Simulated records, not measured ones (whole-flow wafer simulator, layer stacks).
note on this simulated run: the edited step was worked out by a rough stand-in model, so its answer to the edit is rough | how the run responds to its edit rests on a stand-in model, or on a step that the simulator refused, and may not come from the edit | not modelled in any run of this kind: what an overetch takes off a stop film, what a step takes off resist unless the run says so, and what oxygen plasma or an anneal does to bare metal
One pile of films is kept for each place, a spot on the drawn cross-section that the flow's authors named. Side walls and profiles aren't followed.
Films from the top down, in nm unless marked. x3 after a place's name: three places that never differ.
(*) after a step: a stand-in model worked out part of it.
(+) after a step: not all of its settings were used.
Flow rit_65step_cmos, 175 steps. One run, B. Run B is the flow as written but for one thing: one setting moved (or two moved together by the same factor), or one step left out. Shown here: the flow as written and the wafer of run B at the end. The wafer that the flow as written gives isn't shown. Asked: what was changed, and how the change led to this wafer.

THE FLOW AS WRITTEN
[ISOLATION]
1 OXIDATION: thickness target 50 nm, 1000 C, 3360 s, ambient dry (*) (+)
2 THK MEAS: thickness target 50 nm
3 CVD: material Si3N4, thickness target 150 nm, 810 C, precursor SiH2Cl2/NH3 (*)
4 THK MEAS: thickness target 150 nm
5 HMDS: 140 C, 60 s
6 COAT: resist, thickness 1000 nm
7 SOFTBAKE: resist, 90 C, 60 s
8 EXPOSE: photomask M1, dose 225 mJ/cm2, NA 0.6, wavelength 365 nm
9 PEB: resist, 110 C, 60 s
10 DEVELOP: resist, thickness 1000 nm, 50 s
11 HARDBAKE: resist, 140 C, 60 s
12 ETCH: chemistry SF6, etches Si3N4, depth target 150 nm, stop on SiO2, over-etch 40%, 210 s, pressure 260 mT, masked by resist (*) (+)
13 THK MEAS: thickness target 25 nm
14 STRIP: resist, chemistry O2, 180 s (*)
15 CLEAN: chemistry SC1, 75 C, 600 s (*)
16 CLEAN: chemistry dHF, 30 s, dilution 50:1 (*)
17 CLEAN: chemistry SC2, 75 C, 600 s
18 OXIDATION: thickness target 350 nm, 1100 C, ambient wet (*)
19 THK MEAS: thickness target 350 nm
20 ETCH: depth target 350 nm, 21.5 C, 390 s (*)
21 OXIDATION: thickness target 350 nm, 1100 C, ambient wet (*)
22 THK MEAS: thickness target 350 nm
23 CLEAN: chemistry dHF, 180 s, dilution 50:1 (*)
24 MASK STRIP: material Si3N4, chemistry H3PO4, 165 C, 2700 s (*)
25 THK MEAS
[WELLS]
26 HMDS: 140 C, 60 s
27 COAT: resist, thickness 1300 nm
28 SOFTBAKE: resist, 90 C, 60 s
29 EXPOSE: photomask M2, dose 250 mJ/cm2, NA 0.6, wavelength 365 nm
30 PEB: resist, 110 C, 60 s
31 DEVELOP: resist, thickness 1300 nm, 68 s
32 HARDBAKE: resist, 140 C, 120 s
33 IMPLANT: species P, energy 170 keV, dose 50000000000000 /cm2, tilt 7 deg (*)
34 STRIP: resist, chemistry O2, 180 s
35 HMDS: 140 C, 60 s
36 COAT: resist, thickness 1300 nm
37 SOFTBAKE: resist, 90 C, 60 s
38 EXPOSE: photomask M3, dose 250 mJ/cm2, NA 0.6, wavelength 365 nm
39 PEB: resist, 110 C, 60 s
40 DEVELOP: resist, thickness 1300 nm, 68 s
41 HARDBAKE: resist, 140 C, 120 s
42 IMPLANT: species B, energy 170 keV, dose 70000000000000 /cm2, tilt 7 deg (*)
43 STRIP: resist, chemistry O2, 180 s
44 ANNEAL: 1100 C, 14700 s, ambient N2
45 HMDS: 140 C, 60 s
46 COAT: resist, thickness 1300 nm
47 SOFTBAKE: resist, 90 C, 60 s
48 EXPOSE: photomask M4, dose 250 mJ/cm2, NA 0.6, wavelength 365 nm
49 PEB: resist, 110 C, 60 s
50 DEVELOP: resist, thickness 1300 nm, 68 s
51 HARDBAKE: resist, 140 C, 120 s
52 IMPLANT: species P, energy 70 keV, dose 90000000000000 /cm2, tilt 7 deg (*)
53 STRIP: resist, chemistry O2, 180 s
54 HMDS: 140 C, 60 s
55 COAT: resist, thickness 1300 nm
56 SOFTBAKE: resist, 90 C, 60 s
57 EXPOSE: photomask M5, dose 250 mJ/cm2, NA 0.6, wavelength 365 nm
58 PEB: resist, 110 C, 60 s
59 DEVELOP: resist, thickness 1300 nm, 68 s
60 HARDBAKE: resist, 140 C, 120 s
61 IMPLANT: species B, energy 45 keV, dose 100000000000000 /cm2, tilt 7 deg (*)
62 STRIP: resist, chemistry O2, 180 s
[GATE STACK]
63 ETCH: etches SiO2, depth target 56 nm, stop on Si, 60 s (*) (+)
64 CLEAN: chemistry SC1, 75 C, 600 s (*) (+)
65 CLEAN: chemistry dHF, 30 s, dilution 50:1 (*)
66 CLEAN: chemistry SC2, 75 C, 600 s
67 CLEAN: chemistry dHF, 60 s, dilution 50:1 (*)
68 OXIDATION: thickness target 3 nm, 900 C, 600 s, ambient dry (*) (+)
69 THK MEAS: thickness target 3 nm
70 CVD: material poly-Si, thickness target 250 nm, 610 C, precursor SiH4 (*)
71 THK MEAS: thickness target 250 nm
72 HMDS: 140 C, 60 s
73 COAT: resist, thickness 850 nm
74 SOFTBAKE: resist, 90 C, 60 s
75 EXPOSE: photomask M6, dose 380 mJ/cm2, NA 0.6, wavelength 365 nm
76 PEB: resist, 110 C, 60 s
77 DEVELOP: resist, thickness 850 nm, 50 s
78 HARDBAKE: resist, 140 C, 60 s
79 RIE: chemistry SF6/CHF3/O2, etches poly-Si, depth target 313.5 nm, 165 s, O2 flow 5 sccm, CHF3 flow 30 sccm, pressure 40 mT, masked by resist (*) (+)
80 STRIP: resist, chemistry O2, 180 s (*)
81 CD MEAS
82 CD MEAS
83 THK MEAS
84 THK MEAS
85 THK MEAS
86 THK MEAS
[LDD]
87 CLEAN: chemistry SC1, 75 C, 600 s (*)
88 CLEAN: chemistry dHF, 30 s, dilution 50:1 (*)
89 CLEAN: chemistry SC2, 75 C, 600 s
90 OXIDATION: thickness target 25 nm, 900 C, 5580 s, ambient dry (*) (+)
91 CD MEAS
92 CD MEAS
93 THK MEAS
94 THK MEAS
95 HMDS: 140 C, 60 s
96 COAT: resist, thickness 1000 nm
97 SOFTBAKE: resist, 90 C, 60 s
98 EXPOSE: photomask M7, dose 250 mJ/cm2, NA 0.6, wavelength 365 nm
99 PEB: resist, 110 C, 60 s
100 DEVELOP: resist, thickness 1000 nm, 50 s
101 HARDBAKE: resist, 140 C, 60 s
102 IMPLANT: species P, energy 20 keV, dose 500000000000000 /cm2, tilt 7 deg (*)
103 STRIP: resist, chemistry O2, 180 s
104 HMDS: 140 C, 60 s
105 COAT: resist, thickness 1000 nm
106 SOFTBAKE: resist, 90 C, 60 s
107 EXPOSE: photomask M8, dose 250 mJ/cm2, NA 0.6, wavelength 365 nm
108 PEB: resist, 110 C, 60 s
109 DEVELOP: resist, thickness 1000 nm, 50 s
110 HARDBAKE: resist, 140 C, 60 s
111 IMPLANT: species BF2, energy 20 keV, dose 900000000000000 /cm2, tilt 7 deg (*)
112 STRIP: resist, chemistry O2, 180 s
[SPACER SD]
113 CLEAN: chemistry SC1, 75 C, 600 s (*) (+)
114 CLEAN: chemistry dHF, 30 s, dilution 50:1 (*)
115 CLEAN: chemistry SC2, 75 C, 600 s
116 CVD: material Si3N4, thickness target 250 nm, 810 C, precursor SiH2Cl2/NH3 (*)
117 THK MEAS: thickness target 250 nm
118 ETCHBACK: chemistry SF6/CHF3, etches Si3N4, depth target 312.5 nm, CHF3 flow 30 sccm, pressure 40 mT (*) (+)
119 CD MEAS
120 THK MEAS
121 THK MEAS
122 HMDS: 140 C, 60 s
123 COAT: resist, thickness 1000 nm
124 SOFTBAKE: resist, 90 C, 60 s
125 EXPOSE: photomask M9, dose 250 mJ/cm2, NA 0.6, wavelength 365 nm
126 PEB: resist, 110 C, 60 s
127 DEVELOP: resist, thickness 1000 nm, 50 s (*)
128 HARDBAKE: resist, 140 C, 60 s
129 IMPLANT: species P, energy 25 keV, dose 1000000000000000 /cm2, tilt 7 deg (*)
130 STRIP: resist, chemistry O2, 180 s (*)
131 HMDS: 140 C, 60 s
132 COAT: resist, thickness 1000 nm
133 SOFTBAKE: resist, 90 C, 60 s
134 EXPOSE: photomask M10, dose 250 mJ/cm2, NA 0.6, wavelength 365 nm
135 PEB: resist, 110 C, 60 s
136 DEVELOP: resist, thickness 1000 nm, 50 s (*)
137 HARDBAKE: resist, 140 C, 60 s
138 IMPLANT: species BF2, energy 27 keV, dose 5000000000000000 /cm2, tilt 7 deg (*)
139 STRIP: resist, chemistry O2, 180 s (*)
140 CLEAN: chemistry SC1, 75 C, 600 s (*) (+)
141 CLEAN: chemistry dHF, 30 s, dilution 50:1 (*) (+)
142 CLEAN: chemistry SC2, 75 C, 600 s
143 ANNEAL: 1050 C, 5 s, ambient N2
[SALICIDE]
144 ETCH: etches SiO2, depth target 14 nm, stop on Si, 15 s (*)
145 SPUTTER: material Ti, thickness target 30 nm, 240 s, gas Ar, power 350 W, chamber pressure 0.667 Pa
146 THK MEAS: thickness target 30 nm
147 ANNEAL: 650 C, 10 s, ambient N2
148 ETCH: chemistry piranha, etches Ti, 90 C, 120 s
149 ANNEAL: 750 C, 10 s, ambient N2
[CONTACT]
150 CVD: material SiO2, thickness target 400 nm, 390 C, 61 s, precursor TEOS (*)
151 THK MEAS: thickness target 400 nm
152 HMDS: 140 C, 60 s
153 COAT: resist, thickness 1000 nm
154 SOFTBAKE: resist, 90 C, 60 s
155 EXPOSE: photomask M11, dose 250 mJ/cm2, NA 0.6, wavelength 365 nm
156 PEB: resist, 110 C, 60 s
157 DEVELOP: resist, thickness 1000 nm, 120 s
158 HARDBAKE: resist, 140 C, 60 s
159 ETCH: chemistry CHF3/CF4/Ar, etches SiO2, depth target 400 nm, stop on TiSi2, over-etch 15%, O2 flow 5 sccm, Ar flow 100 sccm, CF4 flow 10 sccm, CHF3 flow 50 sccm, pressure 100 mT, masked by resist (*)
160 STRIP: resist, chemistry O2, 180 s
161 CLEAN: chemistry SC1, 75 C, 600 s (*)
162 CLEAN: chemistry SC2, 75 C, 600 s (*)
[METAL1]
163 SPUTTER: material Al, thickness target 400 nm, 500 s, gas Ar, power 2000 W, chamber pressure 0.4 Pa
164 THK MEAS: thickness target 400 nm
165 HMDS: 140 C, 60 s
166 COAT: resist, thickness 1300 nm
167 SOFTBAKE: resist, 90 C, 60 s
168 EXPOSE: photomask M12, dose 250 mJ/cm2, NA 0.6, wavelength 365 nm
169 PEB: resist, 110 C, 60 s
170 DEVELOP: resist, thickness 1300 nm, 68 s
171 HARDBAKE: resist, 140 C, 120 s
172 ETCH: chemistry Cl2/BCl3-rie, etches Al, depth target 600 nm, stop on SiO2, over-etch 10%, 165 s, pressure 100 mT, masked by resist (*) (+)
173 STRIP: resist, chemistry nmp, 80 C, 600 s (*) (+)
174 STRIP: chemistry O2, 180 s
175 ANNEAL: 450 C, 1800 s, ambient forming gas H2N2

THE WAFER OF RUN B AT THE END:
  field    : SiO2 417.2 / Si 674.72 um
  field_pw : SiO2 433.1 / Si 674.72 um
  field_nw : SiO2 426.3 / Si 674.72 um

The cause: step 21, OXIDATION: thickness target 245 nm was run, where the flow has thickness target 350 nm.

How the change led to this, step by step:
  21 OXIDATION: thickness target 350 nm, 1100 C, ambient wet (*)
      active_n, active_p, gate_n and 7 more: SiO2 +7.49 (new film), Si3N4 -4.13 (as written it would be: SiO2 +12 (new film), Si3N4 -6.61)
      field, field_pw, field_nw, field_p: SiO2 +245 (new film), Si -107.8 (as written it would be: SiO2 +350 (new film), Si -154)
  23 CLEAN: chemistry dHF, 180 s, dilution 50:1 (*)
      active_n, active_p, gate_n and 7 more: SiO2 -7.49 (all of it), Si3N4 -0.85 (as written it would be: SiO2 -12 (all of it), Si3N4 -0.44)
  27 COAT: resist, thickness 1300 nm
      field_pw, field_nw: resist +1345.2 (new film) (as written it would be: resist +1313 (new film))
      field: resist +1359.6 (new film) (as written it would be: resist +1315.7 (new film))
      (and at 1 more place)
  30 PEB: resist, 110 C, 60 s
      field, field_p: resist -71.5 (as written it would be: resist -69.2)
      field_pw, field_nw: resist -70.8 (as written it would be: resist -69.1)
  31 DEVELOP: resist, thickness 1300 nm, 68 s
      field_nw: resist -1274.5 (all of it) (as written it would be: resist -1243.9 (all of it))
      field_p: resist -1287.9 (all of it) (as written it would be: resist -1246.4 (all of it))
  32 HARDBAKE: resist, 140 C, 120 s
      field: resist -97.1 (as written it would be: resist -94)
      field_pw: resist -96.1 (as written it would be: resist -93.8)
  34 STRIP: resist, chemistry O2, 180 s
      field: resist -1191 (all of it) (as written it would be: resist -1152.5 (all of it))
      field_pw: resist -1178.4 (all of it) (as written it would be: resist -1150.2 (all of it))
  36 COAT: resist, thickness 1300 nm
      field_pw, field_nw: resist +1345.2 (new film) (as written it would be: resist +1313 (new film))
      field: resist +1359.6 (new film) (as written it would be: resist +1315.7 (new film))
      (and at 1 more place)
  39 PEB: resist, 110 C, 60 s
      field, field_p: resist -71.5 (as written it would be: resist -69.2)
      field_pw, field_nw: resist -70.8 (as written it would be: resist -69.1)
  40 DEVELOP: resist, thickness 1300 nm, 68 s
      field: resist -1288.1 (all of it) (as written it would be: resist -1246.5 (all of it))
      field_pw: resist -1274.5 (all of it) (as written it would be: resist -1243.9 (all of it))
  41 HARDBAKE: resist, 140 C, 120 s
      field_nw: resist -96.1 (as written it would be: resist -93.8)
      field_p: resist -97.1 (as written it would be: resist -94)
  43 STRIP: resist, chemistry O2, 180 s
      field_nw: resist -1178.4 (all of it) (as written it would be: resist -1150.2 (all of it))
      field_p: resist -1190.8 (all of it) (as written it would be: resist -1152.5 (all of it))
  46 COAT: resist, thickness 1300 nm
      field_pw, field_nw: resist +1345.2 (new film) (as written it would be: resist +1313 (new film))
      field: resist +1359.6 (new film) (as written it would be: resist +1315.7 (new film))
      (and at 1 more place)
  49 PEB: resist, 110 C, 60 s
      field, field_p: resist -71.5 (as written it would be: resist -69.2)
      field_pw, field_nw: resist -70.8 (as written it would be: resist -69.1)
  50 DEVELOP: resist, thickness 1300 nm, 68 s
      field_nw: resist -1274.5 (all of it) (as written it would be: resist -1243.9 (all of it))
      field_p: resist -1287.9 (all of it) (as written it would be: resist -1246.4 (all of it))
  51 HARDBAKE: resist, 140 C, 120 s
      field: resist -97.1 (as written it would be: resist -94)
      field_pw: resist -96.1 (as written it would be: resist -93.8)
  ... 36 more steps ...
  170 DEVELOP: resist, thickness 1300 nm, 68 s
      field: resist -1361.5 (all of it) (as written it would be: resist -1316.6 (all of it))
      field_pw: resist -1317.4 (all of it) (as written it would be: resist -1285.5 (all of it))
      (and at 2 more places)
